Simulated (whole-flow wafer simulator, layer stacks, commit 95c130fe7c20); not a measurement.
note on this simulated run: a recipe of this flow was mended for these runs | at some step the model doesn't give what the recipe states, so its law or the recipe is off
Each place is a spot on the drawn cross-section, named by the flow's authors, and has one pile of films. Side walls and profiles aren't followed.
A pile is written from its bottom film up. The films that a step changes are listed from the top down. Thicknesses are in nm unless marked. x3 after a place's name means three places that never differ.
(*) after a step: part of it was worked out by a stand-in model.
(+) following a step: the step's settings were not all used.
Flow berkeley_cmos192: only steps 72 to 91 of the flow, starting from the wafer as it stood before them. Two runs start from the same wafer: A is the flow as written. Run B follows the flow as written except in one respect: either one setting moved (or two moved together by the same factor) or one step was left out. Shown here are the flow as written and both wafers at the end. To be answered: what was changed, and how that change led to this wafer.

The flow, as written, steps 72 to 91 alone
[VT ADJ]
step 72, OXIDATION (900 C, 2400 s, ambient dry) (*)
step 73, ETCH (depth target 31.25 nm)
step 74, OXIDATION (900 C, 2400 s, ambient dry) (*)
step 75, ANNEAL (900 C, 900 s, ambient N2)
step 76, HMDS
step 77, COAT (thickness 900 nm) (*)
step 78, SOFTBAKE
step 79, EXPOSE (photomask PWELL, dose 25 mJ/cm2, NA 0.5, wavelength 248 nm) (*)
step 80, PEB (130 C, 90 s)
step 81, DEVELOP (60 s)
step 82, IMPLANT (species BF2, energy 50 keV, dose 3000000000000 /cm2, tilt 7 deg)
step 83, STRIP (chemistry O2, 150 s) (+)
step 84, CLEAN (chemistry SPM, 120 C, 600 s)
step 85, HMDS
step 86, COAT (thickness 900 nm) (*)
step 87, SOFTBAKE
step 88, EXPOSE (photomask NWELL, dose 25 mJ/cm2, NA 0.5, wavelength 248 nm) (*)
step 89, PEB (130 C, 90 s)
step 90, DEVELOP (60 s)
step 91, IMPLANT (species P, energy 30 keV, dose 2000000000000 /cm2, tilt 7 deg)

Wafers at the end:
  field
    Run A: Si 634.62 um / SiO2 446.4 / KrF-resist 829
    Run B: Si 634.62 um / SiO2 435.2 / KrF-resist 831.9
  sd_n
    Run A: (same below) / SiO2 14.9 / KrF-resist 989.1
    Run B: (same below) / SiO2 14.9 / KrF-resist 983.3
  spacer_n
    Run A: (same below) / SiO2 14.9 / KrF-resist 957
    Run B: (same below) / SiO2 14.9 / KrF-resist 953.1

What caused this: step 73, ETCH: depth target 42.5 nm was run, though the flow has depth target 31.25 nm.

The path from the change to this, step by step:
  step 73, ETCH (depth target 31.25 nm)
      field: A -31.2 SiO2 | B -42.5 SiO2
